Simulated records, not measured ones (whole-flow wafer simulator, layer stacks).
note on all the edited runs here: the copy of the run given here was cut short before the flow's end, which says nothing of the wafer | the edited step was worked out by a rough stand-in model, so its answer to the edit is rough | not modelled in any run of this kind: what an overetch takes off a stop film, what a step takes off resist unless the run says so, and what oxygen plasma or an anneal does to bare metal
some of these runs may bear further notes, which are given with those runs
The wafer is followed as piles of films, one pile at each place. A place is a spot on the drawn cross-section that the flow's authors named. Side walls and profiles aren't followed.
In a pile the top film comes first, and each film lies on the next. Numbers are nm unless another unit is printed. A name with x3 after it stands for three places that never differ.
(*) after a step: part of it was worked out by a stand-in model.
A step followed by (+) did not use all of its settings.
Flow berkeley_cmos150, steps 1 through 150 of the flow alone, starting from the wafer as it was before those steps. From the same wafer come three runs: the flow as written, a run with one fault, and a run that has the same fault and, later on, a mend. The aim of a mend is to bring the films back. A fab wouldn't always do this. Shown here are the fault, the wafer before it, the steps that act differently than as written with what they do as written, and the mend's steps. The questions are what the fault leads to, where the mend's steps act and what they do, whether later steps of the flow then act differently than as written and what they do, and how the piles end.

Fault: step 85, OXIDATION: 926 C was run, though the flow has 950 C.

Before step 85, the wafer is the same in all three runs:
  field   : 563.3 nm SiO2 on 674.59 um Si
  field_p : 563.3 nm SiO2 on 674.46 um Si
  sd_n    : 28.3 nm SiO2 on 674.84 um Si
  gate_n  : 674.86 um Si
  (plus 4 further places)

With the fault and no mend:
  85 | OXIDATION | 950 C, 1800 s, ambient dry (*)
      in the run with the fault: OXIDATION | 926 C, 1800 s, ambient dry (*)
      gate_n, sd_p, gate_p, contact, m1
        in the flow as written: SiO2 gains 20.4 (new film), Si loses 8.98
        in the run with the fault: SiO2 gains 15.9 (new film), Si loses 7.01
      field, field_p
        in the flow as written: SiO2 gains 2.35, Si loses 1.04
        in the run with the fault: SiO2 gains 1.7, Si loses 0.75
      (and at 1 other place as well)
  Later steps of the flow acting differently than as written (not shown: 22 more steps that differ only slightly, by at most 2% or 0.5 nm, whichever is larger):
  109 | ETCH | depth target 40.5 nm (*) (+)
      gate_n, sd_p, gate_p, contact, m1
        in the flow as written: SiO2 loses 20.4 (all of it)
        in the run with the fault: SiO2 loses 15.9 (all of it)
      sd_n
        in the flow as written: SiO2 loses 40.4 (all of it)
        in the run with the fault: SiO2 loses 37.3 (all of it)
  When the end is reached, the piles differ only a little from the flow's at the places that both follow, at most by 2% or 0.5 nm, whichever is larger.

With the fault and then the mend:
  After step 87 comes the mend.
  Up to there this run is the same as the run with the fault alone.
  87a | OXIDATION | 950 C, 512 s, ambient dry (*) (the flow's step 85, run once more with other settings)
      gate_n, sd_p, gate_p, contact, m1
        SiO2 gains 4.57, Si loses 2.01
      field, field_p
        SiO2 gains 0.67, Si loses 0.29
      sd_n
        SiO2 gains 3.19, Si loses 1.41
  Every later step of the flow that is run acts as written, at every place that is followed, to within 2% or 0.5 nm, whichever is larger.
  When the end is reached, the piles differ only a little from the flow's at the places that both follow, at most by 2% or 0.5 nm, whichever is larger.
